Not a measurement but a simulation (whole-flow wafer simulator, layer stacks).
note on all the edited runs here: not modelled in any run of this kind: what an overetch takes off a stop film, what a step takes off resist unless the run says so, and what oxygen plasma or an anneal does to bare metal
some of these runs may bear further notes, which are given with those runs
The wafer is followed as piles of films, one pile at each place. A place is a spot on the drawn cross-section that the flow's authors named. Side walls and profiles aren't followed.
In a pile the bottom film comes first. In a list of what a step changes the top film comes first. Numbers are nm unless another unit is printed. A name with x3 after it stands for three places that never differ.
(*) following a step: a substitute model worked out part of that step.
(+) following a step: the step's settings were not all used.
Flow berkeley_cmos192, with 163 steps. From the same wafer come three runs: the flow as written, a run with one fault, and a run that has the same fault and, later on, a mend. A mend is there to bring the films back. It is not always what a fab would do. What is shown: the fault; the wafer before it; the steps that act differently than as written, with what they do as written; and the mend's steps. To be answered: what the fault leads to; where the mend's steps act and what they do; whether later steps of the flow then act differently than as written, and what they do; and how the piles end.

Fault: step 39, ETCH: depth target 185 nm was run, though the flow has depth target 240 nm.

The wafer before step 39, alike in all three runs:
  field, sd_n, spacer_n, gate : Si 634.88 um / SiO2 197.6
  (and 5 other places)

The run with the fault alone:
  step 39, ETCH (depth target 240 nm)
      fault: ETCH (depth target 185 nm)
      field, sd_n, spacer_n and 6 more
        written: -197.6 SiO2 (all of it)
        fault: -185 SiO2
  Steps later in the flow that act otherwise than as written (43 more steps, not shown, differ only slightly: by at most 2% or 0.5 nm, whichever is larger):
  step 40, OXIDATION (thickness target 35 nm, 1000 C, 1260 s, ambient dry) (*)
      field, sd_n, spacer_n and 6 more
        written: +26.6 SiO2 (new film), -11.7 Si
        fault: +22.7 SiO2, -9.97 Si
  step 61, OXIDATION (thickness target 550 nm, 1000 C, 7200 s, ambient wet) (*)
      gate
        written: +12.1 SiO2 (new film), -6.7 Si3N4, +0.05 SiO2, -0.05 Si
        fault: +12.1 SiO2 (new film), -6.7 Si3N4
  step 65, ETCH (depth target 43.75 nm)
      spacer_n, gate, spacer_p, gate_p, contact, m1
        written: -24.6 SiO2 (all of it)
        fault: -33.2 SiO2 (all of it)
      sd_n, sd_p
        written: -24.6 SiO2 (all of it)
        fault: -33.8 SiO2 (all of it)
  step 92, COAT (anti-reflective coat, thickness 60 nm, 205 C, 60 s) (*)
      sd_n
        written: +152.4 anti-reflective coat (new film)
        fault: +157 anti-reflective coat (new film)
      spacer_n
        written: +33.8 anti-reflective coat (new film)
        fault: +32.4 anti-reflective coat (new film)
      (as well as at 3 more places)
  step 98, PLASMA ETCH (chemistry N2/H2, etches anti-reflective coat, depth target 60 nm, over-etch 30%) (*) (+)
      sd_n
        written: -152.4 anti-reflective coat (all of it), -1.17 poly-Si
        fault: -157 anti-reflective coat (all of it), -1.21 poly-Si
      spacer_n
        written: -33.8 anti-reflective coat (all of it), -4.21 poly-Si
        fault: -32.4 anti-reflective coat (all of it), -4.4 poly-Si
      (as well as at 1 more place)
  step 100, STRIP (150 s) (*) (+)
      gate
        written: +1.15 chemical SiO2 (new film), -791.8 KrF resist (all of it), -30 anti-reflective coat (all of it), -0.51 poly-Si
        fault: +1.15 chemical SiO2 (new film), -796.8 KrF resist (all of it), -28.4 anti-reflective coat (all of it), -0.51 poly-Si
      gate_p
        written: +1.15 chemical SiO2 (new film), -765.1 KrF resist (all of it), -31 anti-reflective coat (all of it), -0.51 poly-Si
        fault: +1.15 chemical SiO2 (new film), -768.3 KrF resist (all of it), -29.9 anti-reflective coat (all of it), -0.51 poly-Si
  The piles end only slightly different from the flow's at the places that both follow, by no more than 2% or 0.5 nm, whichever is larger.

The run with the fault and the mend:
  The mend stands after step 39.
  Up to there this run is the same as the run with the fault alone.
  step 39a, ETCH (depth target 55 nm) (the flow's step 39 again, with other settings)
      field, sd_n, spacer_n and 6 more
        -12.6 SiO2 (all of it)
  Later steps of the flow that are run all act as written at every place that is followed.
  At every place that both follow, the piles at the end match the flow's.
